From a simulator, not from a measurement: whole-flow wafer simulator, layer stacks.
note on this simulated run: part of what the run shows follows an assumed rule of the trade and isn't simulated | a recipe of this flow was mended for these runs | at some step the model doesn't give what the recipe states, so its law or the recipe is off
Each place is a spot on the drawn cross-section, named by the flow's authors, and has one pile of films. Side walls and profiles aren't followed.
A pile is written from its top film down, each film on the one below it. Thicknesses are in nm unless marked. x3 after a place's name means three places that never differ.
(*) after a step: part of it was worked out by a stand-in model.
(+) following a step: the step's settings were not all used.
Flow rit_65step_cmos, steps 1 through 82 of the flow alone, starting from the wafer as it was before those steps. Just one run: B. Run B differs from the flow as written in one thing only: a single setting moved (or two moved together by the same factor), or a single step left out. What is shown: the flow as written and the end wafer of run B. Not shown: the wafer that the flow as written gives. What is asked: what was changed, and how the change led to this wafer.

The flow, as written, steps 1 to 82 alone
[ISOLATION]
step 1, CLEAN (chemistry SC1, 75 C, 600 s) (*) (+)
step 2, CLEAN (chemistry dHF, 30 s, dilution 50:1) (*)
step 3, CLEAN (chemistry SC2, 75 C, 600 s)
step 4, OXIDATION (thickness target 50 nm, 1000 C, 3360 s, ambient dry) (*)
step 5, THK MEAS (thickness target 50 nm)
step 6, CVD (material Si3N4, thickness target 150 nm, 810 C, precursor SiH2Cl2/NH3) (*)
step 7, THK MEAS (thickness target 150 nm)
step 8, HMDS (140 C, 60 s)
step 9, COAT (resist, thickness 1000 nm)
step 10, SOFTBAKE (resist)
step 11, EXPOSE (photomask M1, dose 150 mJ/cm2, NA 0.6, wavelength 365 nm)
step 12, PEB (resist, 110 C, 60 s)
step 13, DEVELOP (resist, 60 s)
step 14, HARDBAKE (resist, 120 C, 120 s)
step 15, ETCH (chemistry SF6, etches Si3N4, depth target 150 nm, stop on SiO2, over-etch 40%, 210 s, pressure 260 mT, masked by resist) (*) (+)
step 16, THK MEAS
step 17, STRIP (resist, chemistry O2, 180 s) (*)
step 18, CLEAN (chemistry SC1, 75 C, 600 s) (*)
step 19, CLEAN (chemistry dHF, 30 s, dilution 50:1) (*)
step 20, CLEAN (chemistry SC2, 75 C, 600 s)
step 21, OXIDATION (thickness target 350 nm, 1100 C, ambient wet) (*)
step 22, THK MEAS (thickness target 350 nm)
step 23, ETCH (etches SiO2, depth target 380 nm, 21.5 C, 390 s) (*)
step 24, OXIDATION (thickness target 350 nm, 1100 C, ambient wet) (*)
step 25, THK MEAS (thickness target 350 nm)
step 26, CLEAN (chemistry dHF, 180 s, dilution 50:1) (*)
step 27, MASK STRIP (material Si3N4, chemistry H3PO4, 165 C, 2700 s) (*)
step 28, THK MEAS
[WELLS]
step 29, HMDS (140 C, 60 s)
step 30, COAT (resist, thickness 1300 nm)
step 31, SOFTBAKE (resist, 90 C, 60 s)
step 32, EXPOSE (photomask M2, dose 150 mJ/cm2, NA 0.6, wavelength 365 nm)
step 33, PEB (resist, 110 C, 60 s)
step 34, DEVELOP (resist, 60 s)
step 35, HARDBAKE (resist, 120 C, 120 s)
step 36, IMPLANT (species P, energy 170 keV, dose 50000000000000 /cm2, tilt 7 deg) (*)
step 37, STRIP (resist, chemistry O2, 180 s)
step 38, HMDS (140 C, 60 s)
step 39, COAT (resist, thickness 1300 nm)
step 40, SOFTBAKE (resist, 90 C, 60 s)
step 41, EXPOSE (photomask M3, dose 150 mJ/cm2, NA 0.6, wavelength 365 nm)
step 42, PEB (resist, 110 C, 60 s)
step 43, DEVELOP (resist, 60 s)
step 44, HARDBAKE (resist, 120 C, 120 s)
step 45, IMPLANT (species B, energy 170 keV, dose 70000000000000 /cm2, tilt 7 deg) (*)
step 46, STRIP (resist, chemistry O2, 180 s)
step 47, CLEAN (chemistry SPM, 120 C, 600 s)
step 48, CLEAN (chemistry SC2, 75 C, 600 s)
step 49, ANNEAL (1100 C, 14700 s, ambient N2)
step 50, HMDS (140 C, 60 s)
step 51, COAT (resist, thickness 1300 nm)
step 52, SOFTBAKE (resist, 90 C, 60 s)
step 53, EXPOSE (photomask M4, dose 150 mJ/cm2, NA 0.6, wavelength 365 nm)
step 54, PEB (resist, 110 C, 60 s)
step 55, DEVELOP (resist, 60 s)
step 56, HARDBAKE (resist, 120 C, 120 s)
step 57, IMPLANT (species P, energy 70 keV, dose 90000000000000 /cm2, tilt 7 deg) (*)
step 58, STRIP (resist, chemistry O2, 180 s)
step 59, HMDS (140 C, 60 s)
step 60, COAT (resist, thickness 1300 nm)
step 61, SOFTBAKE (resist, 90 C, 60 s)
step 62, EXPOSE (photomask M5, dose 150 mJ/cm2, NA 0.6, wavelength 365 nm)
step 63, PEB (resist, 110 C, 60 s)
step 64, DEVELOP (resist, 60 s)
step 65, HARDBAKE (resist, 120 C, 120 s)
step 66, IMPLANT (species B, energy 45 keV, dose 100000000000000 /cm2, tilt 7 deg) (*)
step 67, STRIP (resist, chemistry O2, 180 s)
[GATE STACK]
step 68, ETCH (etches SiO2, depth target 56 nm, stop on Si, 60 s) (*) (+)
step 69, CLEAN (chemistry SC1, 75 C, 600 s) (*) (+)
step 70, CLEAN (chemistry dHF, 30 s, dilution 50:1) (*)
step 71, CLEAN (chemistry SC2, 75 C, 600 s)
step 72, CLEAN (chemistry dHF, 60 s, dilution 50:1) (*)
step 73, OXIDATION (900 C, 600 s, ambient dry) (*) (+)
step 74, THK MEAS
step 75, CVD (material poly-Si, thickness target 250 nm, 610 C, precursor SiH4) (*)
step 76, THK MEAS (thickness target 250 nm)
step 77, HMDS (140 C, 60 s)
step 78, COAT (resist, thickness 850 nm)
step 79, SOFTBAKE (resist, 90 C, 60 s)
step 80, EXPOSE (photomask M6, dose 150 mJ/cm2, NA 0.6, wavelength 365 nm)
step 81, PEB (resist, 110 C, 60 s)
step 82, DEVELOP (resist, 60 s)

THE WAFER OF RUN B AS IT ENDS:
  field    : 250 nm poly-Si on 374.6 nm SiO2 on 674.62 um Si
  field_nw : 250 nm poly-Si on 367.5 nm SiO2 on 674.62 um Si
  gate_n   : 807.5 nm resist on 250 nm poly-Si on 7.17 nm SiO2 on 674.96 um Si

The reason: step 24, OXIDATION: thickness target 476 nm was run, though the flow has thickness target 350 nm; step 26, CLEAN: 245 s was run, where the flow has 180 s.

The path from the change to this, step by step:
  step 24, OXIDATION (thickness target 350 nm, 1100 C, ambient wet) (*)
      active_n, active_p, gate_n and 7 more: SiO2 gains 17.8 (new film), Si3N4 loses 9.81 (as written it would have been: SiO2 gains 12 (new film), Si3N4 loses 6.61)
      field, field_pw, field_nw, field_p: SiO2 gains 476 (new film), Si loses 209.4 (as written it would have been: SiO2 gains 350 (new film), Si loses 154)
  step 26, CLEAN (chemistry dHF, 180 s, dilution 50:1) (*)
      active_n, active_p, gate_n and 7 more: SiO2 loses 17.8 (all of it), Si3N4 loses 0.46 (as written it would have been: SiO2 loses 12 (all of it), Si3N4 loses 0.44)
      field, field_pw, field_nw, field_p: SiO2 loses 22.7 (as written it would have been: SiO2 loses 16.7)
  step 27, MASK STRIP (material Si3N4, chemistry H3PO4, 165 C, 2700 s) (*)
      active_n, active_p, gate_n and 7 more: Si3N4 loses 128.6 (all of it), SiO2 loses 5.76 (as written it would have been: Si3N4 loses 131.8 (all of it), SiO2 loses 5.64)
  step 30, COAT (resist, thickness 1300 nm)
      field_pw, field_nw: resist gains 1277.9 (new film) (as written it would have been: resist gains 1313 (new film))
      field: resist gains 1268.2 (new film) (as written it would have been: resist gains 1315.7 (new film))
      (and at 1 other place as well)
  step 33, PEB (resist, 110 C, 60 s)
      field, field_p: resist loses 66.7 (as written it would have been: resist loses 69.2)
      field_pw, field_nw: resist loses 67.2 (as written it would have been: resist loses 69.1)
  step 34, DEVELOP (resist, 60 s)
      field_nw: resist loses 1210.7 (all of it) (as written it would have been: resist loses 1243.9 (all of it))
      field_p: resist loses 1201.6 (all of it) (as written it would have been: resist loses 1246.5 (all of it))
  step 35, HARDBAKE (resist, 120 C, 120 s)
      field: resist loses 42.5 (as written it would have been: resist loses 44.1)
      field_pw: resist loses 42.8 (as written it would have been: resist loses 44)
  step 37, STRIP (resist, chemistry O2, 180 s)
      field: resist loses 1158.9 (all of it) (as written it would have been: resist loses 1202.4 (all of it))
      field_pw: resist loses 1167.9 (all of it) (as written it would have been: resist loses 1199.9 (all of it))
  step 39, COAT (resist, thickness 1300 nm)
      field_pw, field_nw: resist gains 1277.9 (new film) (as written it would have been: resist gains 1313 (new film))
      field: resist gains 1268.2 (new film) (as written it would have been: resist gains 1315.7 (new film))
      (and at 1 other place as well)
  step 42, PEB (resist, 110 C, 60 s)
      field, field_p: resist loses 66.7 (as written it would have been: resist loses 69.2)
      field_pw, field_nw: resist loses 67.2 (as written it would have been: resist loses 69.1)
  step 43, DEVELOP (resist, 60 s)
      field: resist loses 1201.5 (all of it) (as written it would have been: resist loses 1246.5 (all of it))
      field_pw: resist loses 1210.7 (all of it) (as written it would have been: resist loses 1243.9 (all of it))
  step 44, HARDBAKE (resist, 120 C, 120 s)
      field_nw: resist loses 42.8 (as written it would have been: resist loses 44)
      field_p: resist loses 42.5 (as written it would have been: resist loses 44.1)
  step 46, STRIP (resist, chemistry O2, 180 s)
      field_nw: resist loses 1167.9 (all of it) (as written it would have been: resist loses 1199.9 (all of it))
      field_p: resist loses 1159 (all of it) (as written it would have been: resist loses 1202.3 (all of it))
  step 51, COAT (resist, thickness 1300 nm)
      field_pw, field_nw: resist gains 1277.9 (new film) (as written it would have been: resist gains 1313 (new film))
      field: resist gains 1268.2 (new film) (as written it would have been: resist gains 1315.7 (new film))
      (and at 1 other place as well)
  step 54, PEB (resist, 110 C, 60 s)
      field, field_p: resist loses 66.7 (as written it would have been: resist loses 69.2)
      field_pw, field_nw: resist loses 67.2 (as written it would have been: resist loses 69.1)
  step 55, DEVELOP (resist, 60 s)
      field_nw: resist loses 1210.7 (all of it) (as written it would have been: resist loses 1243.9 (all of it))
      field_p: resist loses 1201.6 (all of it) (as written it would have been: resist loses 1246.5 (all of it))
  ... 9 other steps ...
  step 82, DEVELOP (resist, 60 s)
      field: resist loses 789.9 (all of it) (as written it would have been: resist loses 832.7 (all of it))
      field_pw: resist loses 795.2 (all of it) (as written it would have been: resist loses 826 (all of it))
      (and at 2 other places as well)
